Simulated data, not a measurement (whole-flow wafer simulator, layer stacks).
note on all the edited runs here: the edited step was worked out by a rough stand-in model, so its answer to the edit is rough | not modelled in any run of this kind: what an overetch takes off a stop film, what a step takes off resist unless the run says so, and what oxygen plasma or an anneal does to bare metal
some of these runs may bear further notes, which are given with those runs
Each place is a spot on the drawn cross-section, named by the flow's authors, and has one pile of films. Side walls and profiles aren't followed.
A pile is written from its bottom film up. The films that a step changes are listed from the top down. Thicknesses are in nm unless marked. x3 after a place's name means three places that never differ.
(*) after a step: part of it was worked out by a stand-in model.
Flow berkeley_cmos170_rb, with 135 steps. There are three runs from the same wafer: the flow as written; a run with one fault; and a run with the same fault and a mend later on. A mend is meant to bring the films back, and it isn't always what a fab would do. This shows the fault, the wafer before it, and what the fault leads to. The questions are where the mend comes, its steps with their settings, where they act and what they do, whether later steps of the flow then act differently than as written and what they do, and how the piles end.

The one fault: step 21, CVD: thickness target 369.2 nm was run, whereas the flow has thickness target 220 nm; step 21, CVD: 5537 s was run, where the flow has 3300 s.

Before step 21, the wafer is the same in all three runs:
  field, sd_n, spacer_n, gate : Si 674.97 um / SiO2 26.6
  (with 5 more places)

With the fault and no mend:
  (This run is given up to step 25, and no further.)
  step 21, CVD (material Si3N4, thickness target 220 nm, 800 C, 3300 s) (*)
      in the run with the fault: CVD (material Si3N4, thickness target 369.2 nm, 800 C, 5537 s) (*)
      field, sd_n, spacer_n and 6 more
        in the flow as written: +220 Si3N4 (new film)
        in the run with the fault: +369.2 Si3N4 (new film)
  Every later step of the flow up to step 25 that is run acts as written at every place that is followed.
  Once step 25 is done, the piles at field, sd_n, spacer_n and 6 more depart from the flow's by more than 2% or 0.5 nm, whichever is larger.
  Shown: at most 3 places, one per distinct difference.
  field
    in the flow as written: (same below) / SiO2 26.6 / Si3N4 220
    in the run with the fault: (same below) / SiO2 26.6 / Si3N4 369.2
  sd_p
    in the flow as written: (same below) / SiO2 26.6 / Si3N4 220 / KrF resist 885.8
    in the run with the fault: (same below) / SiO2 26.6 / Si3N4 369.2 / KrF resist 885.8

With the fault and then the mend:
  After step 21 comes the mend.
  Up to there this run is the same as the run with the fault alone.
  step 21a, ETCH (chemistry h3po4, depth target 424.3 nm) (the flow's step 16, run once more with other settings)
      field, sd_n, spacer_n and 6 more
        -369.2 Si3N4 (all of it)
  step 21b, CLEAN (*) (the flow's step 18, run once more)
      does not change any film at any place that is followed
  step 21c, CVD (material Si3N4, thickness target 220 nm, 800 C, 3300 s) (*) (the flow's step 21, run once more)
      field, sd_n, spacer_n and 6 more
        +220 Si3N4 (new film)
  Every later step of the flow that is run acts as written at every place that is followed.
  By the end, the piles equal the flow's at every place that both follow.
